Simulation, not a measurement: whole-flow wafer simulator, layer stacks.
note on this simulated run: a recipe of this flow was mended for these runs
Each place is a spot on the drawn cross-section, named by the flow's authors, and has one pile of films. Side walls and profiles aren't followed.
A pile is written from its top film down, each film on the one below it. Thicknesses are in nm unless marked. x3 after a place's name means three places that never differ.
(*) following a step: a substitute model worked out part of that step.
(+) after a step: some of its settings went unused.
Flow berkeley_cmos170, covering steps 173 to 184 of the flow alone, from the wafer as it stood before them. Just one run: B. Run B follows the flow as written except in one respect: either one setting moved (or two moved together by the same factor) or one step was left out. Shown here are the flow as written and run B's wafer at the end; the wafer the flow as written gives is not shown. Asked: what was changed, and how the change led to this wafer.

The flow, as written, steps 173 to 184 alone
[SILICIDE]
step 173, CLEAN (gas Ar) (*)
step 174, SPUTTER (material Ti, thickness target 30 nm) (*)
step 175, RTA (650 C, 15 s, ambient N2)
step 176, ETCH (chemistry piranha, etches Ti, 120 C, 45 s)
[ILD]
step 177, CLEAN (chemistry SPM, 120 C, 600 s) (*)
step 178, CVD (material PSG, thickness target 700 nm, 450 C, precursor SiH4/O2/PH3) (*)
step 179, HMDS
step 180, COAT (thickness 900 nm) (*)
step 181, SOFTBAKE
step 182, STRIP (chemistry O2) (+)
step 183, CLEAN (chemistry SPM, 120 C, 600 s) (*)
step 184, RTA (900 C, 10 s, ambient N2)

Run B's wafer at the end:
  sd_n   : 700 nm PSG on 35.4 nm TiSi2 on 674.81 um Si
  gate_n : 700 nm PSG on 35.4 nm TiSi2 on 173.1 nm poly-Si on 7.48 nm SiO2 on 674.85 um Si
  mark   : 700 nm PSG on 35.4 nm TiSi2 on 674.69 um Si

What caused this: step 174, SPUTTER: thickness target 19 nm was run, whereas the flow has thickness target 30 nm.

How this came from the change, step by step:
  step 174, SPUTTER (material Ti, thickness target 30 nm) (*)
      field, mark, sd_n and 10 more: Ti gains 19 (new film) (as written it would have been: Ti gains 30 (new film))
  step 175, RTA (650 C, 15 s, ambient N2)
      mark, sd_n, sd_p, contact, m1, via1, m2, via2: Ti loses 14.8, TiSi2 C49 gains 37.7 (new film), Si loses 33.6 (as written it would have been: Ti loses 23.4, TiSi first gains 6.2 (new film), TiSi2 C49 gains 50.3 (new film), Si loses 49)
      gate_n, gate_p: Ti loses 14.8, TiSi2 C49 gains 37.7 (new film), poly-Si loses 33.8 (as written it would have been: Ti loses 23.4, TiSi first gains 6.2 (new film), TiSi2 C49 gains 50.3 (new film), poly-Si loses 49.2)
  step 176, ETCH (chemistry piranha, etches Ti, 120 C, 45 s)
      mark, sd_n, gate_n and 7 more: Ti loses 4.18 (all of it), TiSi2 C49 loses 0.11 (as written it would have been: Ti loses 6.6 (all of it), TiSi first loses 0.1)
      field, spacer_n, spacer_p: Ti loses 19 (all of it) (as written it would have been: Ti loses 30 (all of it))
  step 184, RTA (900 C, 10 s, ambient N2)
      mark, sd_n, sd_p, contact, m1, via1, m2, via2: under 1 film: TiSi2 gains 35.4 (new film), TiSi2 C49 loses 37.6 (all of it) (as written it would have been: under 1 film: TiSi2 gains 55.9 (new film), TiSi first loses 6.09 (all of it), TiSi2 C49 loses 50.3 (all of it), Si loses 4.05)
      gate_n, gate_p: under 1 film: TiSi2 gains 35.4 (new film), TiSi2 C49 loses 37.6 (all of it) (as written it would have been: under 1 film: TiSi2 gains 55.9 (new film), TiSi first loses 6.09 (all of it), TiSi2 C49 loses 50.3 (all of it), poly-Si loses 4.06)
